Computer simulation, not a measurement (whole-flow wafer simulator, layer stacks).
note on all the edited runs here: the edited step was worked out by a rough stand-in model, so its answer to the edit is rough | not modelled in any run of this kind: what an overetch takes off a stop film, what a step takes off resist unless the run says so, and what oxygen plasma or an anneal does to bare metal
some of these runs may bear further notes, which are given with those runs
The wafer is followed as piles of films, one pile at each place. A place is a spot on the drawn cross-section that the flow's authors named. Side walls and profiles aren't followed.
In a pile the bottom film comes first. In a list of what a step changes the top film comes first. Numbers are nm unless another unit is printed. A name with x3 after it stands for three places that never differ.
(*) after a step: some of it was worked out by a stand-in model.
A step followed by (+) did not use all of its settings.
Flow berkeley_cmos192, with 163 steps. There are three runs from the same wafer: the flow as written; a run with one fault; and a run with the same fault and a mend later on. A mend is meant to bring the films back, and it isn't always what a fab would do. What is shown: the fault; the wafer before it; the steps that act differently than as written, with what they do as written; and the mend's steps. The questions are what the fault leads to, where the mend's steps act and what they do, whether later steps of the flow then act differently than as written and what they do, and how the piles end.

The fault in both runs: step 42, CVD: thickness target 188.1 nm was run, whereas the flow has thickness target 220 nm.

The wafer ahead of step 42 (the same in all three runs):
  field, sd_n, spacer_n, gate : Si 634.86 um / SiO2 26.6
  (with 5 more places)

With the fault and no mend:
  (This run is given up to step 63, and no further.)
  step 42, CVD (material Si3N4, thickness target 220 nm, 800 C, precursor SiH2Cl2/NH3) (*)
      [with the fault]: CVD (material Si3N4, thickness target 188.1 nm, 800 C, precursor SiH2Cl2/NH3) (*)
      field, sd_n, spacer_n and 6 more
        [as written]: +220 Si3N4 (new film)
        [with the fault]: +188.1 Si3N4 (new film)
  Later steps of the flow acting differently than as written (not shown: 2 more steps that differ only slightly, by at most 2% or 0.5 nm, whichever is larger):
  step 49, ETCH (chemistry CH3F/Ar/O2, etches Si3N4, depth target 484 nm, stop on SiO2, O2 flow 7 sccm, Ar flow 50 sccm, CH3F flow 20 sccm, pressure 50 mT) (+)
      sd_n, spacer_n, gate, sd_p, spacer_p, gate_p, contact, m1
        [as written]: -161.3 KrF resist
        [with the fault]: -140.1 KrF resist
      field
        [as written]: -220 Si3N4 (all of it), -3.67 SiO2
        [with the fault]: -188.1 Si3N4 (all of it), -3.67 SiO2
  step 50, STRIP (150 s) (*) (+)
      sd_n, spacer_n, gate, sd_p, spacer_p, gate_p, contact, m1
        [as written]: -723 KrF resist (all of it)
        [with the fault]: -744.3 KrF resist (all of it)
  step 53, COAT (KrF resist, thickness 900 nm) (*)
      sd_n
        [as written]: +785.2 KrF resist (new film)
        [with the fault]: +801.4 KrF resist (new film)
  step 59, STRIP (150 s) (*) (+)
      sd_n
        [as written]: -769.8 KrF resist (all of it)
        [with the fault]: -786 KrF resist (all of it)
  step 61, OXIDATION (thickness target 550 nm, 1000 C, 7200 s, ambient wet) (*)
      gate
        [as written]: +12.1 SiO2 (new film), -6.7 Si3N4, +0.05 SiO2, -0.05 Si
        [with the fault]: +12.1 SiO2 (new film), -6.7 Si3N4
  Once step 63 is done, the piles at sd_n, spacer_n, gate, sd_p, spacer_p, gate_p, contact, m1 depart from the flow's by more than 2% or 0.5 nm, whichever is larger.
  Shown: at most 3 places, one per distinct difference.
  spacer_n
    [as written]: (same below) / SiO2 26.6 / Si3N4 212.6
    [with the fault]: (same below) / SiO2 26.6 / Si3N4 180.7
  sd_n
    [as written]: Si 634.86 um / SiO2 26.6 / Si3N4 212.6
    [with the fault]: Si 634.86 um / SiO2 26.9 / Si3N4 180.7
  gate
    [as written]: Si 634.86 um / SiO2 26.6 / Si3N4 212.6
    [with the fault]: Si 634.86 um / SiO2 26.6 / Si3N4 180.7

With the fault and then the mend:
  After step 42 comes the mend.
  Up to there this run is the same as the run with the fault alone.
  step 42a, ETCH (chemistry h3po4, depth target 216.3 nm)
      field, sd_n, spacer_n and 6 more
        -188.1 Si3N4 (all of it)
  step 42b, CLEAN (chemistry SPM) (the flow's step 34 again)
      does not change any film at any place that is followed
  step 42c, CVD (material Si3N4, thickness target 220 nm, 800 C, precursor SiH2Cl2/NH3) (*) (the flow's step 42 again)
      field, sd_n, spacer_n and 6 more
        +220 Si3N4 (new film)
  Every later step of the flow that is run acts as written at every place that is followed.
  By the end, the piles equal the flow's at every place that both follow.
